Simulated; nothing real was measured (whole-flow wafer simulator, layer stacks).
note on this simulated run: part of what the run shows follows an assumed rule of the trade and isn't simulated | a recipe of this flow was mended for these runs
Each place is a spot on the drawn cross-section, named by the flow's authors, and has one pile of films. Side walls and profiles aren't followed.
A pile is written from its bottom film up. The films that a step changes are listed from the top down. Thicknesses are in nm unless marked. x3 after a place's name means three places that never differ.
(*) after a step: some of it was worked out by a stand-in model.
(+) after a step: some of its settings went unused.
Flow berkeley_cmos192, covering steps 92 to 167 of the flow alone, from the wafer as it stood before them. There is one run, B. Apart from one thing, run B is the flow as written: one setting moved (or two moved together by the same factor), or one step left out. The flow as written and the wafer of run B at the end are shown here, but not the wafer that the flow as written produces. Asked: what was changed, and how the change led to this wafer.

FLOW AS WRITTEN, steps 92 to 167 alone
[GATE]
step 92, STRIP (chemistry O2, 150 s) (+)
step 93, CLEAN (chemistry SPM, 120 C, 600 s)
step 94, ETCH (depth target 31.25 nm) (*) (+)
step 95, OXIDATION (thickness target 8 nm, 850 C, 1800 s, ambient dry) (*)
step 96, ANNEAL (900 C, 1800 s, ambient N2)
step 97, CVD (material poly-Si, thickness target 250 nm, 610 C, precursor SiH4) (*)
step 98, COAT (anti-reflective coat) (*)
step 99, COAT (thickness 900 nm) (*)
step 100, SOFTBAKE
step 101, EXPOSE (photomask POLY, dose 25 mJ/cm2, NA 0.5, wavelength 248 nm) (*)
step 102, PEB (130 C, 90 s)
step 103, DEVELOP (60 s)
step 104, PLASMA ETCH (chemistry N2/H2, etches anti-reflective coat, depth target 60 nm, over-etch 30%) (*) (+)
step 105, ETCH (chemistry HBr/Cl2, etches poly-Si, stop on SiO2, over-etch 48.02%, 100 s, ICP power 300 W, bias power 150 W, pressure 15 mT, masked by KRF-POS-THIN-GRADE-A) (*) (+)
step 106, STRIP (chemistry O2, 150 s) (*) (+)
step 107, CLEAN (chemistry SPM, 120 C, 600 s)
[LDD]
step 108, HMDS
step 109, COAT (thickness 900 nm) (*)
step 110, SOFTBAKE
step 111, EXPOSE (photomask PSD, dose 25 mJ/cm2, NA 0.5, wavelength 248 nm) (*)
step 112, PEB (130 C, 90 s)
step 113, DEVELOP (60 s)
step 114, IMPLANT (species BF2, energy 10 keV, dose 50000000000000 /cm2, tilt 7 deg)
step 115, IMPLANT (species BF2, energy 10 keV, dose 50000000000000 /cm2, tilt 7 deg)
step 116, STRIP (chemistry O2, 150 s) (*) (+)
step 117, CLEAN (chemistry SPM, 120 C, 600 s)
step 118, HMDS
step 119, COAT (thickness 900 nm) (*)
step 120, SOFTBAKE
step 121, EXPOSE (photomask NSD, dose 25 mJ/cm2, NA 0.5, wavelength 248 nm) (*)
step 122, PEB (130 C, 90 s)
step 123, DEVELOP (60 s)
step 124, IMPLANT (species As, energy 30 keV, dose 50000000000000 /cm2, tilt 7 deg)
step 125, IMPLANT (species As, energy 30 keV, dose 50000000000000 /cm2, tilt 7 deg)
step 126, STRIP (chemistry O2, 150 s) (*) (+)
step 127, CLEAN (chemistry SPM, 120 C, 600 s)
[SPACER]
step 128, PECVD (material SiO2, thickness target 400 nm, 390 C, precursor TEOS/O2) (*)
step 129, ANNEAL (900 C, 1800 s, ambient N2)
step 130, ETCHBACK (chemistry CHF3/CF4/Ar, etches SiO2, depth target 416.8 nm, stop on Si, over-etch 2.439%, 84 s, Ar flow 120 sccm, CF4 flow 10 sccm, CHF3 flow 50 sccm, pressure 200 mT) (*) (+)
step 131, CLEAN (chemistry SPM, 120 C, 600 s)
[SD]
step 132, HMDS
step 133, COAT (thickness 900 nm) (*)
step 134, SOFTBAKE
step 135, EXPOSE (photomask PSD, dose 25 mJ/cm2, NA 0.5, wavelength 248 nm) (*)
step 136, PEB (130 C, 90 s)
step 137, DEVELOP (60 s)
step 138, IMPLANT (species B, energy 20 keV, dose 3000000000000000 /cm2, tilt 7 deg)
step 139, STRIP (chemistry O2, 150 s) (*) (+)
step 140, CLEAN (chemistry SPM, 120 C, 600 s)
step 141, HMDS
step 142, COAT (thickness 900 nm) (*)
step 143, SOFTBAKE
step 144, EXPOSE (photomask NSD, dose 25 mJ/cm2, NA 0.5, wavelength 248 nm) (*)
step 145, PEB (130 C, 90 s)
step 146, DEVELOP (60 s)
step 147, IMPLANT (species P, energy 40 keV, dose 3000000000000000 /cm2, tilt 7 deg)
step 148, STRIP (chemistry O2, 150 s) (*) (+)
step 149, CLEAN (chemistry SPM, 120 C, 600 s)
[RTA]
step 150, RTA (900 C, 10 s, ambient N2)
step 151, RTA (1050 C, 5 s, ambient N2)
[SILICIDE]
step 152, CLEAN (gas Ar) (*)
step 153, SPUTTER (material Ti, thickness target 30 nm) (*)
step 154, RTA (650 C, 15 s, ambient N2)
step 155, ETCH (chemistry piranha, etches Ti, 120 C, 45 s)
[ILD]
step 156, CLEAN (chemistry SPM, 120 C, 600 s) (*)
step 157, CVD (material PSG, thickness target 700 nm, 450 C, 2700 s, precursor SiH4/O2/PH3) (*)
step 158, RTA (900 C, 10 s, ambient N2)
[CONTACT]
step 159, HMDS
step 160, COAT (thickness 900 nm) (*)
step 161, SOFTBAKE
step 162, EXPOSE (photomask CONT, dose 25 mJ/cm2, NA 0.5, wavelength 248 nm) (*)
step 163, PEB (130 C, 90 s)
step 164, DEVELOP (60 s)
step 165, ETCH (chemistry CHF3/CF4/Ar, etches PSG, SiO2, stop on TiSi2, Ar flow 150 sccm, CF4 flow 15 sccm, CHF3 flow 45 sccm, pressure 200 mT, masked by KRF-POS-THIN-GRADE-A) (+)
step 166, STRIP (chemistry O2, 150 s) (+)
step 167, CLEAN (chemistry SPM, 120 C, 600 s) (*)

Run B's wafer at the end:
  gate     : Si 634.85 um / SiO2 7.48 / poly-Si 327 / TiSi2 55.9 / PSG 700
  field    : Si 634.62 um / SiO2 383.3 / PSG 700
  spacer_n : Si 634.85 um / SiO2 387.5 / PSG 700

The reason: step 97, CVD: thickness target 386 nm was run, whereas the flow has thickness target 250 nm.

Step by step, how the change led to this:
  step 97, CVD (material poly-Si, thickness target 250 nm, 610 C, precursor SiH4) (*)
      field, sd_n, spacer_n and 6 more: +386 poly-Si (new film) (as written it would have been: +250 poly-Si (new film))
  step 98, COAT (anti-reflective coat) (*)
      field: +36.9 anti-reflective coat (new film) (as written it would have been: +35.6 anti-reflective coat (new film))
      sd_n: +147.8 anti-reflective coat (new film) (as written it would have been: +143.3 anti-reflective coat (new film))
      (and at 1 other place as well)
  step 104, PLASMA ETCH (chemistry N2/H2, etches anti-reflective coat, depth target 60 nm, over-etch 30%) (*) (+)
      field: -36.9 anti-reflective coat (all of it), -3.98 poly-Si (as written it would have been: -35.6 anti-reflective coat (all of it), -3.86 poly-Si)
      sd_n: -147.8 anti-reflective coat (all of it), -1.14 poly-Si (as written it would have been: -143.3 anti-reflective coat (all of it), -1.1 poly-Si)
      (and at 1 other place as well)
  step 105, ETCH (chemistry HBr/Cl2, etches poly-Si, stop on SiO2, over-etch 48.02%, 100 s, ICP power 300 W, bias power 150 W, pressure 15 mT, masked by KRF-POS-THIN-GRADE-A) (*) (+)
      field: -382 poly-Si (all of it) (as written it would have been: -246.1 poly-Si (all of it), -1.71 SiO2)
      sd_n: -384.9 poly-Si (all of it) (as written it would have been: -248.9 poly-Si (all of it), -1.5 SiO2)
      (and at 5 other places as well)
  step 109, COAT (thickness 900 nm) (*)
      gate: +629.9 KrF-resist (new film) (as written it would have been: +743.5 KrF-resist (new film))
      gate_p: +626.3 KrF-resist (new film) (as written it would have been: +739.8 KrF-resist (new film))
  step 113, DEVELOP (60 s)
      gate_p: -625 KrF-resist (all of it) (as written it would have been: -738.2 KrF-resist (all of it))
  step 116, STRIP (chemistry O2, 150 s) (*) (+)
      gate: -613.7 KrF-resist (all of it), +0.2 chemical SiO2, -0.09 poly-Si (as written it would have been: -727 KrF-resist (all of it), +0.2 chemical SiO2, -0.09 poly-Si)
  step 119, COAT (thickness 900 nm) (*)
      gate: +629.8 KrF-resist (new film) (as written it would have been: +743.4 KrF-resist (new film))
      gate_p: +626.2 KrF-resist (new film) (as written it would have been: +739.7 KrF-resist (new film))
  step 123, DEVELOP (60 s)
      gate: -628.5 KrF-resist (all of it) (as written it would have been: -741.9 KrF-resist (all of it))
  step 126, STRIP (chemistry O2, 150 s) (*) (+)
      gate_p: -609.9 KrF-resist (all of it), +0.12 chemical SiO2, -0.05 poly-Si (as written it would have been: -723.2 KrF-resist (all of it), +0.12 chemical SiO2, -0.05 poly-Si)
  step 130, ETCHBACK (chemistry CHF3/CF4/Ar, etches SiO2, depth target 416.8 nm, stop on Si, over-etch 2.439%, 84 s, Ar flow 120 sccm, CF4 flow 10 sccm, CHF3 flow 50 sccm, pressure 200 mT) (*) (+)
      spacer_n, spacer_p: nothing (as written it would have been: -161 SiO2)
  step 133, COAT (thickness 900 nm) (*)
      spacer_n: +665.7 KrF-resist (new film) (as written it would have been: +785.3 KrF-resist (new film))
      gate: +673.3 KrF-resist (new film) (as written it would have been: +764.7 KrF-resist (new film))
      (and at 3 other places as well)
  step 137, DEVELOP (60 s)
      sd_p: -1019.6 KrF-resist (all of it) (as written it would have been: -999 KrF-resist (all of it))
      spacer_p: -659.5 KrF-resist (all of it) (as written it would have been: -778.4 KrF-resist (all of it))
      (and at 1 other place as well)
  step 139, STRIP (chemistry O2, 150 s) (*) (+)
      spacer_n: -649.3 KrF-resist (all of it) (as written it would have been: -768.7 KrF-resist (all of it))
      gate: -657 KrF-resist (all of it), +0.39 chemical SiO2, -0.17 poly-Si (as written it would have been: -748.1 KrF-resist (all of it), +0.39 chemical SiO2, -0.17 poly-Si)
  step 142, COAT (thickness 900 nm) (*)
      spacer_n: +665.8 KrF-resist (new film) (as written it would have been: +785.4 KrF-resist (new film))
      gate: +673.2 KrF-resist (new film) (as written it would have been: +764.6 KrF-resist (new film))
      (and at 3 other places as well)
  step 146, DEVELOP (60 s)
      spacer_n: -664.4 KrF-resist (all of it) (as written it would have been: -783.7 KrF-resist (all of it))
      gate: -671.8 KrF-resist (all of it) (as written it would have been: -762.9 KrF-resist (all of it))
  ... another 2 steps ...
  step 166, STRIP (chemistry O2, 150 s) (+)
      field: -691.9 KrF-resist (all of it) (as written it would have been: -672.6 KrF-resist (all of it))
      spacer_n: -527.3 KrF-resist (all of it) (as written it would have been: -612.8 KrF-resist (all of it))
      (and at 4 other places as well)
